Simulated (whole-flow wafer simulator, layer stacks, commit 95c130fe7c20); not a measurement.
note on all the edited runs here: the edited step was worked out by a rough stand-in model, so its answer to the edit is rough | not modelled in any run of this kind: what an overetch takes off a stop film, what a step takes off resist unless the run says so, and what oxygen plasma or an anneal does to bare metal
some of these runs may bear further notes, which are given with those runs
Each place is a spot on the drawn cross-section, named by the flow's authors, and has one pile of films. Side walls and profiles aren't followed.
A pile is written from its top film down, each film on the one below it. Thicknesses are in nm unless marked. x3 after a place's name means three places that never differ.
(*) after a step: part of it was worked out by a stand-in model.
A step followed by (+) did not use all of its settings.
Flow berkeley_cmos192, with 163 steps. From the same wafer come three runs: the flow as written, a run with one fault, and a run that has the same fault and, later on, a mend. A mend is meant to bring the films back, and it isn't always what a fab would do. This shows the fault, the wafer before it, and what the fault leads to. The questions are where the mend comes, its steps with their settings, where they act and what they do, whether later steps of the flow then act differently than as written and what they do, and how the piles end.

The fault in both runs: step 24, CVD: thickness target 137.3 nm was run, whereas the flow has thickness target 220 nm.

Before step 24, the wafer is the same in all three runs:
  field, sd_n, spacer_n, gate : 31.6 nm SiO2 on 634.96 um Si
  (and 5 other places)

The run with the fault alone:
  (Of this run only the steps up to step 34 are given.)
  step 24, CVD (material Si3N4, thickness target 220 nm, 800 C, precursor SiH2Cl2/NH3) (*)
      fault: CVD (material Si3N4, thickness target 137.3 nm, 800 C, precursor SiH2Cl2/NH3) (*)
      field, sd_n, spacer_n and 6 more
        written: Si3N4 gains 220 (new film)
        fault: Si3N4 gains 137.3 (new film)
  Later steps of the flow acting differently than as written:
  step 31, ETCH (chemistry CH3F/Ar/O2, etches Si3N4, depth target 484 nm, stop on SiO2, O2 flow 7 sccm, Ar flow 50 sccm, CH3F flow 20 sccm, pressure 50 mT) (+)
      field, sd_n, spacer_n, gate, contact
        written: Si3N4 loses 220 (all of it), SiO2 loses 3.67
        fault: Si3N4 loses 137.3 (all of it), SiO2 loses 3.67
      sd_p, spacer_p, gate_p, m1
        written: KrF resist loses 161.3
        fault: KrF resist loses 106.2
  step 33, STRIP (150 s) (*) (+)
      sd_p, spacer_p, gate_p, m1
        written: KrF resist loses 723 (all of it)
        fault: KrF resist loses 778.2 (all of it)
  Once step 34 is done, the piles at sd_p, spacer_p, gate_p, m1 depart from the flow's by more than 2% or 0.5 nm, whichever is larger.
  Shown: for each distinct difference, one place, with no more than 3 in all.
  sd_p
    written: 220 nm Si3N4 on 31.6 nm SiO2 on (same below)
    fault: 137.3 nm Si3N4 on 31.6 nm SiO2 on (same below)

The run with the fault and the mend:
  The mend follows step 30.
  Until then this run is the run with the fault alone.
  step 30a, STRIP (150 s) (*) (+)
      sd_p, spacer_p, gate_p, m1
        KrF resist loses 884.4 (all of it)
  step 30b, CLEAN (chemistry SPM) (the flow's step 17 again)
      does not change any film at any place that is followed
  step 30c, CVD (material Si3N4, thickness target 82.72 nm, 800 C, precursor SiH2Cl2/NH3) (*) (the flow's step 24 again, with other settings)
      field, sd_n, spacer_n and 6 more
        Si3N4 gains 82.7
  step 30d, HMDS (the flow's step 25 again)
      does not change any film at any place that is followed
  step 30e, COAT (KrF resist, thickness 900 nm) (the flow's step 26 again)
      field, sd_n, spacer_n and 6 more
        KrF resist gains 900 (new film)
  step 30f, SOFTBAKE (KrF resist) (the flow's step 27 again)
      does not change any film at any place that is followed
  step 30g, EXPOSE (photomask PWELL, dose 20 mJ/cm2, NA 0.5, wavelength 248 nm) (*) (the flow's step 28 again)
      does not change any film at any place that is followed
  step 30h, PEB (KrF resist, 130 C, 60 s) (the flow's step 29 again)
      field, sd_n, spacer_n and 6 more
        KrF resist loses 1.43
  step 30i, DEVELOP (KrF resist, thickness 900 nm, developer developer-D-0.26N, 45 s) (the flow's step 30 again)
      field, sd_n, spacer_n, gate, contact
        KrF resist loses 898.6 (all of it)
      sd_p, spacer_p, gate_p, m1
        KrF resist loses 14.2
  Later steps of the flow that are run all act as written at every place that is followed, up to a difference of at most 2% or 0.5 nm, whichever is larger.
  By the end, the piles equal the flow's at every place that both follow.
